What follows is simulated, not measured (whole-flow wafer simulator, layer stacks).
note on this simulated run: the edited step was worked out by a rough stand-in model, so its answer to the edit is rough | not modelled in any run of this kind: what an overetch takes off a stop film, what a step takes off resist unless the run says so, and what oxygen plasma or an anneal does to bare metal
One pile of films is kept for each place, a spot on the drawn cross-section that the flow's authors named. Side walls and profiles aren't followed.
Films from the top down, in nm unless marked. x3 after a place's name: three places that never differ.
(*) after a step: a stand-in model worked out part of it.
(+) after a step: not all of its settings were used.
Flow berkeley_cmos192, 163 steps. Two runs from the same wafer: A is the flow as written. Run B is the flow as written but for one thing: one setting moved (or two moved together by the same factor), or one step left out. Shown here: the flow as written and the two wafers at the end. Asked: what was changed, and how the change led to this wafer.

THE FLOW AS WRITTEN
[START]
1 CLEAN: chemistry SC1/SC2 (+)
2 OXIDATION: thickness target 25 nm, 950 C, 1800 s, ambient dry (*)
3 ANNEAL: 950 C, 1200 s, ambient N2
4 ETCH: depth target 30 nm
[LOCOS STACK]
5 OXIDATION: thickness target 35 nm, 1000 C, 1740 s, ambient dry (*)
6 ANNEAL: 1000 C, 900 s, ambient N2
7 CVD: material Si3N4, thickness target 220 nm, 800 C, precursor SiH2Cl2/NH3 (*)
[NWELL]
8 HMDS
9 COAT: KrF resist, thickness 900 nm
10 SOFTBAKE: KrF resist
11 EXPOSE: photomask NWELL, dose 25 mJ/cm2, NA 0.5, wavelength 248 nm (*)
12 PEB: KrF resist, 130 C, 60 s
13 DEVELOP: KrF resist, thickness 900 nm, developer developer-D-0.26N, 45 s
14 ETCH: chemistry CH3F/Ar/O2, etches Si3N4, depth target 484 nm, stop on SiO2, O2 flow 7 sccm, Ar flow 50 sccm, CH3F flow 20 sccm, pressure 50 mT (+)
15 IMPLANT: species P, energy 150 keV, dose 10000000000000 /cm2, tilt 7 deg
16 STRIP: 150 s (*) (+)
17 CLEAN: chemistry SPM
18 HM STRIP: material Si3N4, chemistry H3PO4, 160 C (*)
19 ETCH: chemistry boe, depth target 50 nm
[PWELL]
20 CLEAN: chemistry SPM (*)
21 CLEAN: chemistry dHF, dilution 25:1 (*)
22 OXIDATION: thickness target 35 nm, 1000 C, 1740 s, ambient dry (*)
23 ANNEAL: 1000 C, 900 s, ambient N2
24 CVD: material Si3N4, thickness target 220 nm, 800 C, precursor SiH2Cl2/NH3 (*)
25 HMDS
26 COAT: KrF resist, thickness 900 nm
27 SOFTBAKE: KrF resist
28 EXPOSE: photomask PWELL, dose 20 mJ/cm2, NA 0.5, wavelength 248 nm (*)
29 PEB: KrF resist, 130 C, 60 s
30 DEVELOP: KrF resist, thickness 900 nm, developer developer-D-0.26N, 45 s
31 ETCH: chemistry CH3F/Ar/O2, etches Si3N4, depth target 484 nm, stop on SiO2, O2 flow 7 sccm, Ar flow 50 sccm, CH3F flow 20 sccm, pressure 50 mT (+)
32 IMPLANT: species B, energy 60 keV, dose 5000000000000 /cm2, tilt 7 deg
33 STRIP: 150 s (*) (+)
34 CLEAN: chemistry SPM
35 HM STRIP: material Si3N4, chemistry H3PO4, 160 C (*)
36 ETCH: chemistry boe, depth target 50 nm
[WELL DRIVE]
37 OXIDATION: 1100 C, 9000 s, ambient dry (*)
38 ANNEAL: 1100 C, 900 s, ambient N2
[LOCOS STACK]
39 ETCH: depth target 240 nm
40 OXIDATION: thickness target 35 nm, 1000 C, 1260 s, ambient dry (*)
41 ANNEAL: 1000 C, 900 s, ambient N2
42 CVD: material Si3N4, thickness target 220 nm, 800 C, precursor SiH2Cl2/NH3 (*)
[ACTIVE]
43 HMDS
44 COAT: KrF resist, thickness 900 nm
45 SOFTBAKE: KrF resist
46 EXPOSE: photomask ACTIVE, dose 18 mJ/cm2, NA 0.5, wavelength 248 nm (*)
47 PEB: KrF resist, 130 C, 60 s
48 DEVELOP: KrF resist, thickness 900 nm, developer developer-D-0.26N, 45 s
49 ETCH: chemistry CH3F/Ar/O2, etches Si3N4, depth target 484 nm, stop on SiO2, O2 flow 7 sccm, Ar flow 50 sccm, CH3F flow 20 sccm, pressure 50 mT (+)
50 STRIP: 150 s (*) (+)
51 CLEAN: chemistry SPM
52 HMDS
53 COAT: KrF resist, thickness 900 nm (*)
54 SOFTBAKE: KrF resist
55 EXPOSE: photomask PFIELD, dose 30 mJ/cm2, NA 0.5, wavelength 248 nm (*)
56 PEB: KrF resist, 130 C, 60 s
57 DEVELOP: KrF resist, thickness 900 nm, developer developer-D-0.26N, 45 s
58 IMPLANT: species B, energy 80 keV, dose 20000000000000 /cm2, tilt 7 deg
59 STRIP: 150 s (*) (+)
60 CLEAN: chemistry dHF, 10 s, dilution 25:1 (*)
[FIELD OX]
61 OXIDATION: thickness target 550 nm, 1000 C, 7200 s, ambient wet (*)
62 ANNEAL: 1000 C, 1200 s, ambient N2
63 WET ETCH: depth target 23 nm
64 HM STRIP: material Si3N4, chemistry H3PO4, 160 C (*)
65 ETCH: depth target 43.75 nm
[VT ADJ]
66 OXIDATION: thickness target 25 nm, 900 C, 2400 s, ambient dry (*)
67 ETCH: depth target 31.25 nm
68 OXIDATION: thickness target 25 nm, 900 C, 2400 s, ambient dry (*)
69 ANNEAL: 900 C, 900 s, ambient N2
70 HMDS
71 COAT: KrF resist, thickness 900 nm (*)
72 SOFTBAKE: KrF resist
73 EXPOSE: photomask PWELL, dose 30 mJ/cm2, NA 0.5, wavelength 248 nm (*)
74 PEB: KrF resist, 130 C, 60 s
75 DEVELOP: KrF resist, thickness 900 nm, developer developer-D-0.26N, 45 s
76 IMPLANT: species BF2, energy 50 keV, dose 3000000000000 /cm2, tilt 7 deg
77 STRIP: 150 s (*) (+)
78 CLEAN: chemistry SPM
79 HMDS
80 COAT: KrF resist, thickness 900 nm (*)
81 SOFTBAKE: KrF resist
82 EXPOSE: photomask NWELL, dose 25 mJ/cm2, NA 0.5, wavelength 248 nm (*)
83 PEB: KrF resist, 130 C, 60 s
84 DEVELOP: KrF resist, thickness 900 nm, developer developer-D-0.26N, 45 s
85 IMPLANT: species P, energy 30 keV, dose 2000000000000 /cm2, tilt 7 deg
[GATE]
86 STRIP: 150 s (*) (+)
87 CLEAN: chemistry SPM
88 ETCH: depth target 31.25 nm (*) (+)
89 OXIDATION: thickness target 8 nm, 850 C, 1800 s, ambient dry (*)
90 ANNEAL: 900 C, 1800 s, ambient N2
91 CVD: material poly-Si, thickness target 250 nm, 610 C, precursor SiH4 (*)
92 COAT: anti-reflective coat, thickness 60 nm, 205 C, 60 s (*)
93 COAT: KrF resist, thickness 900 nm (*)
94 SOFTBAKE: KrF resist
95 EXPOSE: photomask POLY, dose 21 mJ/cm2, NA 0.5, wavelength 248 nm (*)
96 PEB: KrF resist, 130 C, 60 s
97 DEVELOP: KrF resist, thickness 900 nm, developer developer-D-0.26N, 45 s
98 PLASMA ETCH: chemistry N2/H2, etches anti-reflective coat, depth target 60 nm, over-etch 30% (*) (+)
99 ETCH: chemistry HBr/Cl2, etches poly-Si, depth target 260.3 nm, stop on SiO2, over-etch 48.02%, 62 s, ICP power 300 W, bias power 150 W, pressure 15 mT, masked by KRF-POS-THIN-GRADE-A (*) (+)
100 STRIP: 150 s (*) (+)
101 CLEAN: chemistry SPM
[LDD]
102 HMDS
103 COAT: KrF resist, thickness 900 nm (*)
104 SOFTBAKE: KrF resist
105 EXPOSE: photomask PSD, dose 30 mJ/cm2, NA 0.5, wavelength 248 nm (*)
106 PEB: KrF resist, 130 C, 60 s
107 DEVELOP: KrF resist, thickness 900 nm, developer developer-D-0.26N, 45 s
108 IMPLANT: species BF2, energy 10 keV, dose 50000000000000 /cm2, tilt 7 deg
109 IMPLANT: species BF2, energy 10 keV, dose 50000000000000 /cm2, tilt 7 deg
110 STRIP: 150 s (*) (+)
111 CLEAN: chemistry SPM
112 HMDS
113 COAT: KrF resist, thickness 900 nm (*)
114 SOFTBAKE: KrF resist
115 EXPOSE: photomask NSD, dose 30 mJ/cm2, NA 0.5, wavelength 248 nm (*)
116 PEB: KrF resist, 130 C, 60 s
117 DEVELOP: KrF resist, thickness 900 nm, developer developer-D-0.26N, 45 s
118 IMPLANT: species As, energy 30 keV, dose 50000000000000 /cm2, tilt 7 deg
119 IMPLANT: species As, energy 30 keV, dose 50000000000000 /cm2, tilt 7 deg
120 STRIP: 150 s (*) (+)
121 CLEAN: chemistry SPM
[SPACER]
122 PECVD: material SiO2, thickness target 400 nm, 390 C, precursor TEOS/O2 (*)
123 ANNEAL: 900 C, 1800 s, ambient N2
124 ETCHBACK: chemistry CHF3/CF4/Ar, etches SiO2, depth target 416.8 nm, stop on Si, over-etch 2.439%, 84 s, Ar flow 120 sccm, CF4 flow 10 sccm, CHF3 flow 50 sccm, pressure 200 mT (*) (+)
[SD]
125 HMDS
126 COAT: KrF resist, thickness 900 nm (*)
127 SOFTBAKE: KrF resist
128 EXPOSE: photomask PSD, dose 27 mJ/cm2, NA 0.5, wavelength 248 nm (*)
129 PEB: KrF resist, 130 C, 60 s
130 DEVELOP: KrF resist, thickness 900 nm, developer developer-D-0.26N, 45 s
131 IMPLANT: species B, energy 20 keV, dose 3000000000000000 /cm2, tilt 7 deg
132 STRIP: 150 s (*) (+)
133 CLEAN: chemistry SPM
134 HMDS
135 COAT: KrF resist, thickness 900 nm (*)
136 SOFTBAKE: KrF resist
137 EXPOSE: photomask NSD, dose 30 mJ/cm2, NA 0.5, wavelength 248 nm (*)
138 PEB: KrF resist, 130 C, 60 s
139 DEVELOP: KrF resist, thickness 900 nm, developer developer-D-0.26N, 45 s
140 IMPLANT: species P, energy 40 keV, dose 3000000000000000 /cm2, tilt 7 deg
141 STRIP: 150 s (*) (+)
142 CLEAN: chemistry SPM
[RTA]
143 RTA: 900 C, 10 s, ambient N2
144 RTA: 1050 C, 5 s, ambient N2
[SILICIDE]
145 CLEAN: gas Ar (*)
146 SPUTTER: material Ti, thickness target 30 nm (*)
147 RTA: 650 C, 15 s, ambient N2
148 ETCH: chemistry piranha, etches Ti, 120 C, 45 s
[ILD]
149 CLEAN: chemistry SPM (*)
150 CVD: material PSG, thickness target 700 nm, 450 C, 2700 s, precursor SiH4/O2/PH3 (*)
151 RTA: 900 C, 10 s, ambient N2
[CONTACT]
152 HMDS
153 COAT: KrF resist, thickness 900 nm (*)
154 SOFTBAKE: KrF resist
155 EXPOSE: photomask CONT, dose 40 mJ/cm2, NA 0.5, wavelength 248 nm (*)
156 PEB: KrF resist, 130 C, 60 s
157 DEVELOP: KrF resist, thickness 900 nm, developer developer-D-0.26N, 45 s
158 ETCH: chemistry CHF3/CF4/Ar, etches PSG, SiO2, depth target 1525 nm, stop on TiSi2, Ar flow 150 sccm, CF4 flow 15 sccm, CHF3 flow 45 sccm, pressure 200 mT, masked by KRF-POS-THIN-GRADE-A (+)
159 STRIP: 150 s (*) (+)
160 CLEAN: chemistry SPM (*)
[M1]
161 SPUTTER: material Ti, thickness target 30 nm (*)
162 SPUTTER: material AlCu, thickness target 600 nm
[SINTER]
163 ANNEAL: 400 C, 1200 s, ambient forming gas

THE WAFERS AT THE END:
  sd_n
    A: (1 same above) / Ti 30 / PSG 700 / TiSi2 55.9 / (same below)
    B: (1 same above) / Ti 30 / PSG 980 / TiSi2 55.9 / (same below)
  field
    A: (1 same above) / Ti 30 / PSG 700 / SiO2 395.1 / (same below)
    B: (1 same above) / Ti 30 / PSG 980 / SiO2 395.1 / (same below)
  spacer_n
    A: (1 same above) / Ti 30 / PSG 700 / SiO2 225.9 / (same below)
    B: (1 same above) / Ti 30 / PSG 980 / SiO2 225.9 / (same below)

The cause: step 150, CVD: thickness target 980 nm was run, where the flow has thickness target 700 nm.
It can be read off the wafer: sd_n has PSG 980, and step 150 as written asks for 700 nm.

How the change led to this, step by step:
  150 CVD: material PSG, thickness target 700 nm, 450 C, 2700 s, precursor SiH4/O2/PH3 (*)
      field, sd_n, spacer_n, gate, spacer_p, gate_p, contact, m1: A PSG +700 (new film) | B PSG +980 (new film)
      sd_p: A PSG +665.5 (new film) | B PSG +980 (new film)
  153 COAT: KrF resist, thickness 900 nm (*)
      sd_p: A KrF resist +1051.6 (new film) | B KrF resist +1028 (new film)
  158 ETCH: chemistry CHF3/CF4/Ar, etches PSG, SiO2, depth target 1525 nm, stop on TiSi2, Ar flow 150 sccm, CF4 flow 15 sccm, CHF3 flow 45 sccm, pressure 200 mT, masked by KRF-POS-THIN-GRADE-A (+)
      field, sd_n, spacer_n, gate, sd_p, spacer_p, gate_p, m1: A KrF resist -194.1 | B KrF resist -264.1
      contact: A PSG -700 (all of it), TiSi2 -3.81 | B PSG -980 (all of it), TiSi2 -3.81
  159 STRIP: 150 s (*) (+)
      field: A KrF resist -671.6 (all of it) | B KrF resist -604.9 (all of it)
      sd_n: A KrF resist -792.3 (all of it) | B KrF resist -725.2 (all of it)
      (and at 6 more places)
  161 SPUTTER: material Ti, thickness target 30 nm (*)
      sd_p: A Ti +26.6 (new film) | B Ti +27.2 (new film)
      contact: A Ti +21.1 (new film) | B Ti +18.1 (new film)
  162 SPUTTER: material AlCu, thickness target 600 nm
      sd_p: A AlCu +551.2 (new film) | B AlCu +566.7 (new film)
      contact: A AlCu +410.9 (new film) | B AlCu +347.7 (new film)
